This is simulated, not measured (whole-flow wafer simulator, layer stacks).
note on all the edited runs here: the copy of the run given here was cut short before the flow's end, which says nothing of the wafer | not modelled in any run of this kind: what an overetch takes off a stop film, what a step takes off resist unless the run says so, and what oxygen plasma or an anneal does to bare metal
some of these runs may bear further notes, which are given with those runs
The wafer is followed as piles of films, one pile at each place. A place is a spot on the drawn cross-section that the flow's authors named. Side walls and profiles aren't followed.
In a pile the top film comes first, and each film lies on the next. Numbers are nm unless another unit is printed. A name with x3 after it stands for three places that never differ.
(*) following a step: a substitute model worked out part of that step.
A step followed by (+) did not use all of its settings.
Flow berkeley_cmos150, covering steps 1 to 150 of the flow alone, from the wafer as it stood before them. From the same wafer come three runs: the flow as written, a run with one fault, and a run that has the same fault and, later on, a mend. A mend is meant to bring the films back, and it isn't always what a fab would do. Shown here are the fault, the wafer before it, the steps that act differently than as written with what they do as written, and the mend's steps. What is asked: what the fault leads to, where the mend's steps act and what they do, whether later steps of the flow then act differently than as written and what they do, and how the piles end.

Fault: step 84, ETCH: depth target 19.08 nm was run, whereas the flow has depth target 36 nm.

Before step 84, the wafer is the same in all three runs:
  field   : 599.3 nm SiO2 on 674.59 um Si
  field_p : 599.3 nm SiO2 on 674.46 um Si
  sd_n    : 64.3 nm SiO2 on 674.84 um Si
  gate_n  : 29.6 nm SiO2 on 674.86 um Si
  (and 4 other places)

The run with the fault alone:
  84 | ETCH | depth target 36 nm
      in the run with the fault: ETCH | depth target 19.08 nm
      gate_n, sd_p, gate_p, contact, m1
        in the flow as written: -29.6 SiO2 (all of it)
        in the run with the fault: -19.1 SiO2
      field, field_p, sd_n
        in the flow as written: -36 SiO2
        in the run with the fault: -19.1 SiO2
  Steps later in the flow that act otherwise than as written (25 other steps are not shown; they differ only slightly, by no more than 2% or 0.5 nm, whichever is larger):
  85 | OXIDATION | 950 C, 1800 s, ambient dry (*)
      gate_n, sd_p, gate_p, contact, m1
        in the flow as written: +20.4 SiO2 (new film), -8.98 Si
        in the run with the fault: +16.4 SiO2, -7.22 Si
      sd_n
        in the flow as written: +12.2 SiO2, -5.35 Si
        in the run with the fault: +8.94 SiO2, -3.93 Si
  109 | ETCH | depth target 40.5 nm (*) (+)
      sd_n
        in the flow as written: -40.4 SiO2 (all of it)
        in the run with the fault: -40.5 SiO2
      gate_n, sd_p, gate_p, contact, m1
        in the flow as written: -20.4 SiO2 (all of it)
        in the run with the fault: -26.9 SiO2 (all of it)
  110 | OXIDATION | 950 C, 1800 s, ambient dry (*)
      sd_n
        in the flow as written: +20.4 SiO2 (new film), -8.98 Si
        in the run with the fault: +14.5 SiO2, -6.37 Si
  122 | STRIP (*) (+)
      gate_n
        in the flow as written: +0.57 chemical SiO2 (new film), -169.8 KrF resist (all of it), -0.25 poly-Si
        in the run with the fault: +0.57 chemical SiO2 (new film), -175.4 KrF resist (all of it), -0.25 poly-Si
  By the end, the piles at field, field_p, sd_n depart from the flow's by more than 2% or 0.5 nm, whichever is larger.
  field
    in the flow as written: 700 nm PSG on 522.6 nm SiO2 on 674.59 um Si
    in the run with the fault: 700 nm PSG on 539.4 nm SiO2 on 674.59 um Si
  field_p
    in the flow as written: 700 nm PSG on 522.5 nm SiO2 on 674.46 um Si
    in the run with the fault: 700 nm PSG on 539.3 nm SiO2 on 674.46 um Si
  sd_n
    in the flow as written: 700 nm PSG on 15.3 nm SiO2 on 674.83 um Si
    in the run with the fault: 700 nm PSG on 23 nm SiO2 on 674.83 um Si

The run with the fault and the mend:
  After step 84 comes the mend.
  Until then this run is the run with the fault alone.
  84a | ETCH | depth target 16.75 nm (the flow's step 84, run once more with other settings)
      gate_n, sd_p, gate_p, contact, m1
        -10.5 SiO2 (all of it)
      field, field_p, sd_n
        -16.8 SiO2
  None of the later steps of the flow differs from how it acts as written, at any place that is followed, by more than 2% or 0.5 nm, whichever is larger.
  When the end is reached, the piles differ only a little from the flow's at the places that both follow, at most by 2% or 0.5 nm, whichever is larger.
